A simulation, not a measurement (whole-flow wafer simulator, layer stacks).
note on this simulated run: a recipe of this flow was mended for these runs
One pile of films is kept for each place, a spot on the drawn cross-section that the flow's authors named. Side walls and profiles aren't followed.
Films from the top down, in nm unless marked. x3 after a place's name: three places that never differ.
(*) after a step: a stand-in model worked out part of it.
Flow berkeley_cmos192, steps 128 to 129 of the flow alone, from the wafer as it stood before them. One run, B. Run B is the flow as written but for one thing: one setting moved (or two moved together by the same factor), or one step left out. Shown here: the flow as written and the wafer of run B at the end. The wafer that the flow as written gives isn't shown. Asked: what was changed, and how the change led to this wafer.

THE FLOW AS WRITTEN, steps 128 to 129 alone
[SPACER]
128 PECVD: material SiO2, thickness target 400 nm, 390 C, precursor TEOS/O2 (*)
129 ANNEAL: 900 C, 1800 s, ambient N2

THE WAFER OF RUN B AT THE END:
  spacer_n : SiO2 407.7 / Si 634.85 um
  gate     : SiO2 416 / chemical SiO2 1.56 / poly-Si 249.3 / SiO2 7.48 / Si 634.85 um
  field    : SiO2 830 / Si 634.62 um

The cause: step 128, PECVD: thickness target 416 nm was run, where the flow has thickness target 400 nm.
It can be read off the wafer: gate has SiO2 416, and step 128 as written asks for 400 nm.

How the change led to this, step by step:
  128 PECVD: material SiO2, thickness target 400 nm, 390 C, precursor TEOS/O2 (*)
      field, sd_n, contact, m1: SiO2 +416 (as written it would be: SiO2 +400)
      spacer_n, sd_p, spacer_p: SiO2 +401.9 (as written it would be: SiO2 +386.5)
      (and at 2 more places)
